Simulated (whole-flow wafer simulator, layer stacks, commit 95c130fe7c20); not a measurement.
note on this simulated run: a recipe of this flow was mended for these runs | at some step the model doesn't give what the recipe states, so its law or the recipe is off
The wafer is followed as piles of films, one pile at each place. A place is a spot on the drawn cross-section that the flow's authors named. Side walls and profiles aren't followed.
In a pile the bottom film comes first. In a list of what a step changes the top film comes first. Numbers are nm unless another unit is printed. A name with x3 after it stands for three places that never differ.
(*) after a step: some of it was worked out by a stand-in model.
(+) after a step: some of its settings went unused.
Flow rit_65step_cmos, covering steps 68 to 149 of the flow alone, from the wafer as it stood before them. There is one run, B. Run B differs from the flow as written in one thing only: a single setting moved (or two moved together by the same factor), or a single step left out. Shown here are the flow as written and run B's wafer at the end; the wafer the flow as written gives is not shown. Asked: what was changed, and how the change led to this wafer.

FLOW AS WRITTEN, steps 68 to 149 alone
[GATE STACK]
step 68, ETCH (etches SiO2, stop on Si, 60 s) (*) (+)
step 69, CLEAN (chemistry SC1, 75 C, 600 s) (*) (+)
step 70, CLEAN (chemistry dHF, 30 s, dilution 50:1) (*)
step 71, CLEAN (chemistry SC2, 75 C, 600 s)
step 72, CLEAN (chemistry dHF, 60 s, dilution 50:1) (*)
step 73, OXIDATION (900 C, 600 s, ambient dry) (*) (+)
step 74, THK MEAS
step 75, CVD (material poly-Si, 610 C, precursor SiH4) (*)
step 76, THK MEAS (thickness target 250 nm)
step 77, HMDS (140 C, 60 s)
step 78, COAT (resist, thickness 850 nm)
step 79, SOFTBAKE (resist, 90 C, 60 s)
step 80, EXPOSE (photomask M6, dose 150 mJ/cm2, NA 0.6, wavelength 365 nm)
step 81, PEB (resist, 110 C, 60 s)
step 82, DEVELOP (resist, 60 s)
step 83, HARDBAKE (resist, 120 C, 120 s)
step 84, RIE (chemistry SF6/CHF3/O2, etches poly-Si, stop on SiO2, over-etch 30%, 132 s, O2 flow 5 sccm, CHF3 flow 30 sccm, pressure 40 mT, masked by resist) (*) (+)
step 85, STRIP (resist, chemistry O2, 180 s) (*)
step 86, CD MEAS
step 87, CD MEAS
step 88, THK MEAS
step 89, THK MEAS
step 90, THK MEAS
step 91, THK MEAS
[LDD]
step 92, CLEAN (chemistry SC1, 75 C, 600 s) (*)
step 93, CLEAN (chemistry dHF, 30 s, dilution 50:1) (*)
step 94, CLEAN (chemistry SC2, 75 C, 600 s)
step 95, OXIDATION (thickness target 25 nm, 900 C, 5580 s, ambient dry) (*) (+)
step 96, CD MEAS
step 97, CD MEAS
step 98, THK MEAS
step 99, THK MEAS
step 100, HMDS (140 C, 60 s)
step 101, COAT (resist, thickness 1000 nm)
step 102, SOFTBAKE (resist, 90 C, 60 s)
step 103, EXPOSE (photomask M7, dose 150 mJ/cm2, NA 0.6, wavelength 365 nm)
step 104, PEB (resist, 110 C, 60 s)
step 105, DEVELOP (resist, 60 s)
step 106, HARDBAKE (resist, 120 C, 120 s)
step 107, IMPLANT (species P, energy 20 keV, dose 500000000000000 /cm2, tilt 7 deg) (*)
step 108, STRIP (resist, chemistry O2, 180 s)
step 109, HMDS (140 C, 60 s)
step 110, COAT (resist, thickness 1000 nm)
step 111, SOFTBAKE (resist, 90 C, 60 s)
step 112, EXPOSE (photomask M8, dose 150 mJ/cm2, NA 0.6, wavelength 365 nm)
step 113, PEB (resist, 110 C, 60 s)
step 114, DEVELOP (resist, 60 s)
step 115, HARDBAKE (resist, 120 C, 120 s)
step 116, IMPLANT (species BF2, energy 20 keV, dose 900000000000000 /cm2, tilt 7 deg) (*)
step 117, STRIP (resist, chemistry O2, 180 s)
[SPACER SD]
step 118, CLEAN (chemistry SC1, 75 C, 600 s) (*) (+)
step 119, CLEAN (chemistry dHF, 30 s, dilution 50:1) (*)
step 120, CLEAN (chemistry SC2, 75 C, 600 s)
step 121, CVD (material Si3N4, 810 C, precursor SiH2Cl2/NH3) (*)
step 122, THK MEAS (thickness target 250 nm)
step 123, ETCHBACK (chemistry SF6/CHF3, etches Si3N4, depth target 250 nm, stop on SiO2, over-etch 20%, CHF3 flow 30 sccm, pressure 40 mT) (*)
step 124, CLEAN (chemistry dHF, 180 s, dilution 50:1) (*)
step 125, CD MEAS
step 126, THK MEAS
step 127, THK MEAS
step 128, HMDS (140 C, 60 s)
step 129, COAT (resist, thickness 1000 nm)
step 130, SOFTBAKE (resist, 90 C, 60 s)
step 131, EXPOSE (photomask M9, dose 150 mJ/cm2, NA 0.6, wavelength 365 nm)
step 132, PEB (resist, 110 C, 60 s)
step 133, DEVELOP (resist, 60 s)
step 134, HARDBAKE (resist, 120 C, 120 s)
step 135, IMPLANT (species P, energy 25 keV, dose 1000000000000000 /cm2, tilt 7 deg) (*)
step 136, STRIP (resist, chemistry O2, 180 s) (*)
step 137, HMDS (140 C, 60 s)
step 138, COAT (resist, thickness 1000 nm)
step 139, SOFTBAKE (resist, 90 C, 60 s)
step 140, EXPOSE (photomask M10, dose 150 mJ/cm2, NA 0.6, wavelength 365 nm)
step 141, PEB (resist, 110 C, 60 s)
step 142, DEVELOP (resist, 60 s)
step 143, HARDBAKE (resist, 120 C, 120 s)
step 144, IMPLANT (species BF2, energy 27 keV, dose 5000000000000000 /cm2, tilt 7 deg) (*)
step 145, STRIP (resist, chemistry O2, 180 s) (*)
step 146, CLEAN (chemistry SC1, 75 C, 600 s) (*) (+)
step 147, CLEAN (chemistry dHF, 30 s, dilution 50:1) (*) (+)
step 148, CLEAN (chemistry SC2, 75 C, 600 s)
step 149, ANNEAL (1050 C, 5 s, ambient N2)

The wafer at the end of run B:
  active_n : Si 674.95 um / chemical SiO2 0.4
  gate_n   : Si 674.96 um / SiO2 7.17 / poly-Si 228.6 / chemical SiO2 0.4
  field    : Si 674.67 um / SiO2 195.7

What caused this: step 68, ETCH: 75 s was run, while the flow as written has 60 s.

How this came from the change, step by step:
  step 68, ETCH (etches SiO2, stop on Si, 60 s) (*) (+)
      field, field_pw, field_nw, field_p: SiO2 loses 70 (in the flow as written it would be: SiO2 loses 56)
  step 72, CLEAN (chemistry dHF, 60 s, dilution 50:1) (*)
      field_nw, field_p: SiO2 loses 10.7 (in the flow as written it would be: SiO2 loses 11.3)
